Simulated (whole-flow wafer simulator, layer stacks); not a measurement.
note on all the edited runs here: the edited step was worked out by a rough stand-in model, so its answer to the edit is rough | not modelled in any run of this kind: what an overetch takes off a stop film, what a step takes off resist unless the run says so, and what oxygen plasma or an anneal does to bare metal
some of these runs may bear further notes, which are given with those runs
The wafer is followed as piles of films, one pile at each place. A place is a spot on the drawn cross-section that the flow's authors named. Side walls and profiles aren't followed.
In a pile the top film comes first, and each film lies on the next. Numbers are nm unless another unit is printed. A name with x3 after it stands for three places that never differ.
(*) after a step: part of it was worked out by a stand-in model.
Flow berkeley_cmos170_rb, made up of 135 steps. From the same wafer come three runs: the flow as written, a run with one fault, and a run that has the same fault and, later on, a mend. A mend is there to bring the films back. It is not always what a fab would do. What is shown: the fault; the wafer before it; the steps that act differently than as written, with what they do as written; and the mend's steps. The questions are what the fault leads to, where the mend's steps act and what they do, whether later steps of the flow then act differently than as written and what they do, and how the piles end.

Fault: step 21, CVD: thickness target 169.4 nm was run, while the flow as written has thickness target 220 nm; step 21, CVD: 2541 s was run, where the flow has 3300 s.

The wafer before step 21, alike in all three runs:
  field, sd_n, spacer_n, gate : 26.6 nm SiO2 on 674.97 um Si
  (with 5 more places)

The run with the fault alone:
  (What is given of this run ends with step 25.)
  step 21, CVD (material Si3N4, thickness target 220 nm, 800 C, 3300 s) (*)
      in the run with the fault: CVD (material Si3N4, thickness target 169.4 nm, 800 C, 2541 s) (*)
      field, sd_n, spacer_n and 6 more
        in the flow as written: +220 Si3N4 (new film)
        in the run with the fault: +169.4 Si3N4 (new film)
  Later steps of the flow up to step 25 that are run all act as written at every place that is followed.
  Once step 25 is done, the piles at field, sd_n, spacer_n and 6 more depart from the flow's by more than 2% or 0.5 nm, whichever is larger.
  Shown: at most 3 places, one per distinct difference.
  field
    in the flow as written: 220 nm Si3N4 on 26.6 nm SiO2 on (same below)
    in the run with the fault: 169.4 nm Si3N4 on 26.6 nm SiO2 on (same below)
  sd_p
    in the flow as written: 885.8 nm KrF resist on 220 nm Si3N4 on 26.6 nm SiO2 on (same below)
    in the run with the fault: 885.8 nm KrF resist on 169.4 nm Si3N4 on 26.6 nm SiO2 on (same below)

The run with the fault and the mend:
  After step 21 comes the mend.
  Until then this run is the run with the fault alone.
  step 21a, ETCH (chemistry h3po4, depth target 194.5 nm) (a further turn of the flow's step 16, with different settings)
      field, sd_n, spacer_n and 6 more
        -169.4 Si3N4 (all of it)
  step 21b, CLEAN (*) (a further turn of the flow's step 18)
      alters no film at any place that is followed
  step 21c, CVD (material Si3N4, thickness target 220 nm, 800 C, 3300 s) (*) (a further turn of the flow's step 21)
      field, sd_n, spacer_n and 6 more
        +220 Si3N4 (new film)
  Later steps of the flow that are run all act as written at every place that is followed.
  The piles end the same as the flow's at every place that both follow.
